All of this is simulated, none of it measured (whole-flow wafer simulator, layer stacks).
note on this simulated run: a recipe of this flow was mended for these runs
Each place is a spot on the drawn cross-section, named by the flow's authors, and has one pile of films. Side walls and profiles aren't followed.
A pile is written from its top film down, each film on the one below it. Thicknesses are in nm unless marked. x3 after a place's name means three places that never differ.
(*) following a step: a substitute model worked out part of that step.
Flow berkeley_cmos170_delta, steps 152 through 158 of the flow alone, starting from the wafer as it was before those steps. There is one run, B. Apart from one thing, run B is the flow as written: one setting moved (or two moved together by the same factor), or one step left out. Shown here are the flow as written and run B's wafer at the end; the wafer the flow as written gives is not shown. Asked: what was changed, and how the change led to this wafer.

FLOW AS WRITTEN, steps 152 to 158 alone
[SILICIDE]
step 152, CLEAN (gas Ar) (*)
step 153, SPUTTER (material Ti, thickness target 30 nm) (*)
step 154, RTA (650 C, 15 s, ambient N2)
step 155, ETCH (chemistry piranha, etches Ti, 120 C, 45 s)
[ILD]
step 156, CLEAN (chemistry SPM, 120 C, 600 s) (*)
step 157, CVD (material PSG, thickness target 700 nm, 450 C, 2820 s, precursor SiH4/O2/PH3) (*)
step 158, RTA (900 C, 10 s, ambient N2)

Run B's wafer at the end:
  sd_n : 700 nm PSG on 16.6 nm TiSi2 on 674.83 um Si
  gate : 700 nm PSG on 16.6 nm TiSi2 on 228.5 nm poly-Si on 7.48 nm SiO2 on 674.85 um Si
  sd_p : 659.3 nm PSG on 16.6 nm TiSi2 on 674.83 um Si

The reason: step 154, RTA: 560 C was run, whereas the flow has 650 C.

Step by step, how the change led to this:
  step 154, RTA (650 C, 15 s, ambient N2)
      sd_n, contact x2: -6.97 Ti, +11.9 TiSi first (new film), -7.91 Si (it would be, as written: -23.4 Ti, +6.2 TiSi first (new film), +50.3 TiSi2 C49 (new film), -49 Si)
      gate, gate_p: -6.97 Ti, +11.9 TiSi first (new film), -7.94 poly-Si (it would be, as written: -23.4 Ti, +6.2 TiSi first (new film), +50.3 TiSi2 C49 (new film), -49.2 poly-Si)
      (as well as at 1 more place)
  step 155, ETCH (chemistry piranha, etches Ti, 120 C, 45 s)
      sd_n, gate, gate_p, contact x2: -23 Ti (all of it), -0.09 TiSi first (it would be, as written: -6.6 Ti (all of it), -0.1 TiSi first)
      sd_p: -20.5 Ti (all of it), -0.09 TiSi first (it would be, as written: -6.05 Ti (all of it), -0.1 TiSi first)
  step 158, RTA (900 C, 10 s, ambient N2)
      sd_n, contact x2: under 1 film: +16.6 TiSi2 (new film), -11.8 TiSi first (all of it), -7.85 Si (it would be, as written: under 1 film: +55.9 TiSi2 (new film), -6.09 TiSi first (all of it), -50.3 TiSi2 C49 (all of it), -4.05 Si)
      gate, gate_p: under 1 film: +16.6 TiSi2 (new film), -11.8 TiSi first (all of it), -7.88 poly-Si (it would be, as written: under 1 film: +55.9 TiSi2 (new film), -6.09 TiSi first (all of it), -50.3 TiSi2 C49 (all of it), -4.06 poly-Si)
      (as well as at 1 more place)
